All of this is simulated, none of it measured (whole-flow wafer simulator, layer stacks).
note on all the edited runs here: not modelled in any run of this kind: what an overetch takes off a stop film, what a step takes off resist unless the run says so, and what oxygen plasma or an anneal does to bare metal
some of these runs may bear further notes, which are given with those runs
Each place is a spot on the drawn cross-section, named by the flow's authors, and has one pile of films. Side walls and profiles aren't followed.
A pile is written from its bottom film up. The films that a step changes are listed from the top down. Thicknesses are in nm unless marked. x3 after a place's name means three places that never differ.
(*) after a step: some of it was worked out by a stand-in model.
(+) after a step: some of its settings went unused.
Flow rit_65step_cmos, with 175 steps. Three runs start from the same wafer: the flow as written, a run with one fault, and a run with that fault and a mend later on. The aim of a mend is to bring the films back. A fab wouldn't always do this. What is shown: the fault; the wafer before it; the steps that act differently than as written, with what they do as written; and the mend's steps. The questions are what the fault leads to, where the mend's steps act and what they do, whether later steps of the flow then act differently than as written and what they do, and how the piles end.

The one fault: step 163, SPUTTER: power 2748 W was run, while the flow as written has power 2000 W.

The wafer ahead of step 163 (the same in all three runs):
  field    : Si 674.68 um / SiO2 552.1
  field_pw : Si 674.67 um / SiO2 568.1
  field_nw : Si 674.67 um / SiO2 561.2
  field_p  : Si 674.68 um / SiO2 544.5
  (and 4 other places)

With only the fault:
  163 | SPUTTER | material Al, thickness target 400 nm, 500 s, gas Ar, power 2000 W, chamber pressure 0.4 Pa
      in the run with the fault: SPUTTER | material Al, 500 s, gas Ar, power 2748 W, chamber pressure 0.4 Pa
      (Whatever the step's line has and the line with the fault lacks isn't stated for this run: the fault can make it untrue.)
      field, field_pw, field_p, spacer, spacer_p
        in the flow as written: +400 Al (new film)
        in the run with the fault: +549.6 Al (new film)
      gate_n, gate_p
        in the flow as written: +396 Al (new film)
        in the run with the fault: +523.8 Al (new film)
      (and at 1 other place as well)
  Steps further on in the flow that do not act as written:
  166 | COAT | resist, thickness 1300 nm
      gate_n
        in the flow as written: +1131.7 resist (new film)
        in the run with the fault: +1155.4 resist (new film)
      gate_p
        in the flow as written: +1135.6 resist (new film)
        in the run with the fault: +1158.9 resist (new film)
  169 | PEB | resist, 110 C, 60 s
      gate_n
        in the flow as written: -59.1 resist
        in the run with the fault: -60.4 resist
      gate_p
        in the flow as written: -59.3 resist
        in the run with the fault: -60.6 resist
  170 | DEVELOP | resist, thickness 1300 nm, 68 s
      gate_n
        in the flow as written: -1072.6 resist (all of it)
        in the run with the fault: -1095 resist (all of it)
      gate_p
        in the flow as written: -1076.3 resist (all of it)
        in the run with the fault: -1098.3 resist (all of it)
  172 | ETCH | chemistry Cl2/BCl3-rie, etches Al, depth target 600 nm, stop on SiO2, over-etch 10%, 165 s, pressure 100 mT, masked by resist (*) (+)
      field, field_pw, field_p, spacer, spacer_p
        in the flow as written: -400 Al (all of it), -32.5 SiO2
        in the run with the fault: -549.6 Al (all of it), -13.8 SiO2
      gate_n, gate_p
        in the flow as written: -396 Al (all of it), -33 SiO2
        in the run with the fault: -523.8 Al (all of it), -17 SiO2
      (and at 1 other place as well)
  At field, field_pw, field_nw, field_p, gate_n, gate_p, spacer, spacer_p, the piles at the end differ from the flow's by more than 2% or 0.5 nm, whichever is larger.
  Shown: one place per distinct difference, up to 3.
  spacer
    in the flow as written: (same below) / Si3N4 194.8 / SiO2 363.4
    in the run with the fault: (same below) / Si3N4 194.8 / SiO2 382.1
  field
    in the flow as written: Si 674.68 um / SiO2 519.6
    in the run with the fault: Si 674.68 um / SiO2 538.3
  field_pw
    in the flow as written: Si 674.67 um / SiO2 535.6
    in the run with the fault: Si 674.67 um / SiO2 554.3

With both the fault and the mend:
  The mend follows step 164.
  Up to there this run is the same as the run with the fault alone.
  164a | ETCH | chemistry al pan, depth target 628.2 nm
      field, field_pw, field_nw, field_p, spacer, spacer_p
        -549.6 Al (all of it)
      gate_n, gate_p
        -523.8 Al (all of it)
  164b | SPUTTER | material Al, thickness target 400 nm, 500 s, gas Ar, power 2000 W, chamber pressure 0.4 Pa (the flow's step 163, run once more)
      field, field_pw, field_p, spacer, spacer_p
        +400 Al (new film)
      gate_n, gate_p
        +396 Al (new film)
      field_nw
        +397.2 Al (new film)
  Later steps of the flow that are run all act as written at every place that is followed.
  The piles end the same as the flow's at every place that both follow.
